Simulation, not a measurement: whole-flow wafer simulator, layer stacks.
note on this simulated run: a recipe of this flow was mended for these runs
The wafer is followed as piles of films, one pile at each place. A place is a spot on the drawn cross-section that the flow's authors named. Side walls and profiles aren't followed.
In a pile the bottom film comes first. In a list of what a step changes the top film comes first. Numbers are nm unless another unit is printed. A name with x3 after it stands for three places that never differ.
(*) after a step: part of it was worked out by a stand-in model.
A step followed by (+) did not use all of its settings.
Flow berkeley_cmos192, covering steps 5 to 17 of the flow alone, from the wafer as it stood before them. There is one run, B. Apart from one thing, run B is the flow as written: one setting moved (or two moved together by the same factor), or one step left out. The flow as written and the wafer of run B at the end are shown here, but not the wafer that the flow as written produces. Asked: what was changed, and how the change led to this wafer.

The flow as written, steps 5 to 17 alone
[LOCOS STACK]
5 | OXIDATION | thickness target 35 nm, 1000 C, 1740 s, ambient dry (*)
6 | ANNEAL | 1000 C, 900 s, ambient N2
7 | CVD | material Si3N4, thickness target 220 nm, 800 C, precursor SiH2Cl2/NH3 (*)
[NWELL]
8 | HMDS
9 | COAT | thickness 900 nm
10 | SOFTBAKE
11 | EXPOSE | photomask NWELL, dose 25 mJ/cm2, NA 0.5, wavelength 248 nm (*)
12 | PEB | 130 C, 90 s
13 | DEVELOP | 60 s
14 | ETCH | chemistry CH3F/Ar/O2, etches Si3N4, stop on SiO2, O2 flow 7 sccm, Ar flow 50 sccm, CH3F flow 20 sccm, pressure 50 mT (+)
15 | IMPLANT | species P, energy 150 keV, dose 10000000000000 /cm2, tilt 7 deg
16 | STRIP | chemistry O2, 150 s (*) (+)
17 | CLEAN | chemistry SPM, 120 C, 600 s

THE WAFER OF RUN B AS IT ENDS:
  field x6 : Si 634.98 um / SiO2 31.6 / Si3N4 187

Cause: step 7, CVD: thickness target 187 nm was run, while the flow as written has thickness target 220 nm.
One can read it off the wafer: field x6 has Si3N4 187, and step 7 as written asks for 220 nm.

Step by step, how the change led to this:
  7 | CVD | material Si3N4, thickness target 220 nm, 800 C, precursor SiH2Cl2/NH3 (*)
      field x6, sd_p x3: Si3N4 gains 187 (new film) (it would be, as written: Si3N4 gains 220 (new film))
  14 | ETCH | chemistry CH3F/Ar/O2, etches Si3N4, stop on SiO2, O2 flow 7 sccm, Ar flow 50 sccm, CH3F flow 20 sccm, pressure 50 mT (+)
      field x6: KrF-resist loses 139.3 (it would be, as written: KrF-resist loses 161.3)
      sd_p x3: Si3N4 loses 187 (all of it), SiO2 loses 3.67 (it would be, as written: Si3N4 loses 220 (all of it), SiO2 loses 3.67)
  16 | STRIP | chemistry O2, 150 s (*) (+)
      field x6: KrF-resist loses 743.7 (all of it) (it would be, as written: KrF-resist loses 721.7 (all of it))
